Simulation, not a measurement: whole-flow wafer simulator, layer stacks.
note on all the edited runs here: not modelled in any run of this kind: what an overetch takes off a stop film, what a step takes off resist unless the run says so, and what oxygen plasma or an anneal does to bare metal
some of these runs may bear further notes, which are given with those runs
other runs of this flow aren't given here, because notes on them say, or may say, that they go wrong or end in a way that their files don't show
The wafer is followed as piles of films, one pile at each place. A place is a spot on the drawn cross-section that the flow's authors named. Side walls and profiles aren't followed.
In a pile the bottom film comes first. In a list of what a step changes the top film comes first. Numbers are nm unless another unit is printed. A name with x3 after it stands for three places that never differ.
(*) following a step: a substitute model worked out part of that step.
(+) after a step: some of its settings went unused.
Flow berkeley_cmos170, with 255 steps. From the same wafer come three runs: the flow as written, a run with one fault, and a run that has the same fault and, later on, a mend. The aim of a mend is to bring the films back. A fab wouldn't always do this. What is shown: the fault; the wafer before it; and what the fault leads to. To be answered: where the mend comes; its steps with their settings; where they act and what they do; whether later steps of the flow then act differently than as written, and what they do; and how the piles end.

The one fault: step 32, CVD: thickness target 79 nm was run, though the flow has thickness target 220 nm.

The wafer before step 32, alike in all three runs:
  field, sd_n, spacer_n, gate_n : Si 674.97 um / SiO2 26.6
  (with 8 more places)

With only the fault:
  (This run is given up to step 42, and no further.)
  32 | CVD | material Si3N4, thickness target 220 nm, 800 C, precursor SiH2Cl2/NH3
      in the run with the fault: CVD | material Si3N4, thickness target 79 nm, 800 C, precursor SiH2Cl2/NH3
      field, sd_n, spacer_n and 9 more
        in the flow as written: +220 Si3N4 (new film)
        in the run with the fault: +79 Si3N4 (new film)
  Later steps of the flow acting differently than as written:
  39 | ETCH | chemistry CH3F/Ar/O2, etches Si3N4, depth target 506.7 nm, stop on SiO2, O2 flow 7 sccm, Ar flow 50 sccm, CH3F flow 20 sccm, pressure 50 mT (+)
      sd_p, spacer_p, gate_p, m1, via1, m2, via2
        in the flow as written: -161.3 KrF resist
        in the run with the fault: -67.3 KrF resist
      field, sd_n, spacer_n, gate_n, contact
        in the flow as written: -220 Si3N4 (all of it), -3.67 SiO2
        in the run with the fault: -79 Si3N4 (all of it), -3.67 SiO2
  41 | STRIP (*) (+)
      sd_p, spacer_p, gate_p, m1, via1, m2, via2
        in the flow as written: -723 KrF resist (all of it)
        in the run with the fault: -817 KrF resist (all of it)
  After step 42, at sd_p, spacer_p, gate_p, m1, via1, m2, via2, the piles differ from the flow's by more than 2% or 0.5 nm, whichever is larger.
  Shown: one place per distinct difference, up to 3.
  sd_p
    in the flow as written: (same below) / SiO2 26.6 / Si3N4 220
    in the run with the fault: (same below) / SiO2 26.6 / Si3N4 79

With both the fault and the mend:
  After step 38 comes the mend.
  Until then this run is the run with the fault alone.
  38a | STRIP (*) (+)
      sd_p, spacer_p, gate_p, m1, via1, m2, via2
        -884.4 KrF resist (all of it)
  38b | CLEAN | chemistry SPM (the flow's step 25, run once more)
      alters no film at any place that is followed
  38c | CVD | material Si3N4, thickness target 141 nm, 800 C, precursor SiH2Cl2/NH3 (the flow's step 32, run once more with other settings)
      field, sd_n, spacer_n and 9 more
        +141 Si3N4
  38d | HMDS (the flow's step 33, run once more)
      alters no film at any place that is followed
  38e | COAT | KrF resist, thickness 900 nm (the flow's step 34, run once more)
      field, sd_n, spacer_n and 9 more
        +900 KrF resist (new film)
  38f | SOFTBAKE | KrF resist (the flow's step 35, run once more)
      alters no film at any place that is followed
  38g | EXPOSE | photomask PWELL, dose 19 mJ/cm2, NA 0.5, wavelength 248 nm (*) (the flow's step 36, run once more)
      alters no film at any place that is followed
  38h | PEB | KrF resist, 130 C (the flow's step 37, run once more)
      field, sd_n, spacer_n and 9 more
        -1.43 KrF resist
  38i | DEVELOP | KrF resist, thickness 900 nm, developer developer-D-0.26N (the flow's step 38, run once more)
      sd_p, spacer_p, gate_p, m1, via1, m2, via2
        -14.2 KrF resist
      field, sd_n, spacer_n, gate_n, contact
        -898.6 KrF resist (all of it)
  Every later step of the flow that is run acts as written at every place that is followed.
  The piles end the same as the flow's at every place that both follow.
